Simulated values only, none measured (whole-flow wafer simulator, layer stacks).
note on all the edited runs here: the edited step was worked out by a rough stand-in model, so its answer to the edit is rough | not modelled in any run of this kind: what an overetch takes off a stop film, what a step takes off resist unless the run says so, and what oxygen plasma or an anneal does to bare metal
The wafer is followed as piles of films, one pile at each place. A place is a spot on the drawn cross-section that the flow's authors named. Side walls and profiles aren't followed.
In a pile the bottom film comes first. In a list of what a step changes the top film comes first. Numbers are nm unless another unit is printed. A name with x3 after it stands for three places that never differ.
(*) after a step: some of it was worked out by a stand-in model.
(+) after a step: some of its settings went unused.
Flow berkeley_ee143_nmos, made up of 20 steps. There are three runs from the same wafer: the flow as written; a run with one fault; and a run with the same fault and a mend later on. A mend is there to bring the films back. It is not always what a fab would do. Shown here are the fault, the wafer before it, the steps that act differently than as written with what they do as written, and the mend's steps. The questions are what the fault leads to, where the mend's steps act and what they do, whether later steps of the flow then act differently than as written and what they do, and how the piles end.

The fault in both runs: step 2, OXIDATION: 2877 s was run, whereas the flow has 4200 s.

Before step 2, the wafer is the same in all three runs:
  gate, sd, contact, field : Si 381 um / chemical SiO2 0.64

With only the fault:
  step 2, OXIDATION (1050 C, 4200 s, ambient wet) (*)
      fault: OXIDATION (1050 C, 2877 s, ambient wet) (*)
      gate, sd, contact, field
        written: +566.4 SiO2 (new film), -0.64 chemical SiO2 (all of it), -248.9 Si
        fault: +450.9 SiO2 (new film), -0.64 chemical SiO2 (all of it), -198.1 Si
  Steps later in the flow that act otherwise than as written:
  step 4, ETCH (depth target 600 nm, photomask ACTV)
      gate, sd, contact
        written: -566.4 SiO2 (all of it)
        fault: -450.9 SiO2 (all of it)
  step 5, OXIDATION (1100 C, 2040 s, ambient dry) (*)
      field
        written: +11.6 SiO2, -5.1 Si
        fault: +14.1 SiO2, -6.19 Si
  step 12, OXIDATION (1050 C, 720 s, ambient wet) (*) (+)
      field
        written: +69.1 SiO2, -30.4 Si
        fault: +82.4 SiO2, -36.3 Si
  At field, the piles at the end differ from the flow's by more than 2% or 0.5 nm, whichever is larger.
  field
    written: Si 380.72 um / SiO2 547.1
    fault: Si 380.76 um / SiO2 447.3

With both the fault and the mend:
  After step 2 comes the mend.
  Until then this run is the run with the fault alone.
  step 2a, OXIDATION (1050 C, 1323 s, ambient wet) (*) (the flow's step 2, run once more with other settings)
      gate, sd, contact, field
        +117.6 SiO2, -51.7 Si
  None of the later steps of the flow differs from how it acts as written, at any place that is followed, by more than 2% or 0.5 nm, whichever is larger.
  At the end the piles are close to the flow's at the places that both follow, differing by at most 2% or 0.5 nm, whichever is larger.
